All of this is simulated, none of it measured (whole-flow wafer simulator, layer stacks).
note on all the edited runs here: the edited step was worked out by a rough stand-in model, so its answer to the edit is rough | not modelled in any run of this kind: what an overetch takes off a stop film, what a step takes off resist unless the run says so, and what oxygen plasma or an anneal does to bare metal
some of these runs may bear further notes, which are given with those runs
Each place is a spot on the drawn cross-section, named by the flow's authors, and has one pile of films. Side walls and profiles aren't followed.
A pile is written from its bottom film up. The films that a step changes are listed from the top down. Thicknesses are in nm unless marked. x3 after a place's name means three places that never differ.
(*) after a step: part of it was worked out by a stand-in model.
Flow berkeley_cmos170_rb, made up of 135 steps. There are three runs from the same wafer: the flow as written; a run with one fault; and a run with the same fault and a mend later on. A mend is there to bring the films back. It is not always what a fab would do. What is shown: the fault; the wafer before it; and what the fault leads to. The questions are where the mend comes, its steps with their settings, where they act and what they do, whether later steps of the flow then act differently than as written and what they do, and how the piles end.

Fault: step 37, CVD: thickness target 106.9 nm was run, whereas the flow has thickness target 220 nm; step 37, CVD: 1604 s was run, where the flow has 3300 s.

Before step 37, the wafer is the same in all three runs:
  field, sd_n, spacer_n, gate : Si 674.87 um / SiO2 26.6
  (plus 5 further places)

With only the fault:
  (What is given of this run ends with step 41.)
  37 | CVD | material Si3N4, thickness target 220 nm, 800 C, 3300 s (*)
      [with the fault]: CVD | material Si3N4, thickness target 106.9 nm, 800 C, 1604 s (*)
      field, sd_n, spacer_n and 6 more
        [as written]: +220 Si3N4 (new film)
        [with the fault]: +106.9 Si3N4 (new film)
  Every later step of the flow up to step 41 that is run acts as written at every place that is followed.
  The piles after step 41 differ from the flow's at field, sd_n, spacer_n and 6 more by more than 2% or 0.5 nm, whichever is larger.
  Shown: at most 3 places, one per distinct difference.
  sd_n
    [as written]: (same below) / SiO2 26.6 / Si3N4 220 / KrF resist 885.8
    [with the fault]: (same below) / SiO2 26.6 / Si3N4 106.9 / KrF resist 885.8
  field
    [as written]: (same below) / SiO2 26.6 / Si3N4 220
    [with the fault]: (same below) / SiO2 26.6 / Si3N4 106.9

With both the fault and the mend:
  After step 37 comes the mend.
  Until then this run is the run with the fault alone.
  37a | CVD | material Si3N4, thickness target 113.1 nm, 800 C, 1696 s (*) (the flow's step 37, run once more with other settings)
      field, sd_n, spacer_n and 6 more
        +113.1 Si3N4
  Every later step of the flow that is run acts as written at every place that is followed.
  At every place that both follow, the piles at the end match the flow's.
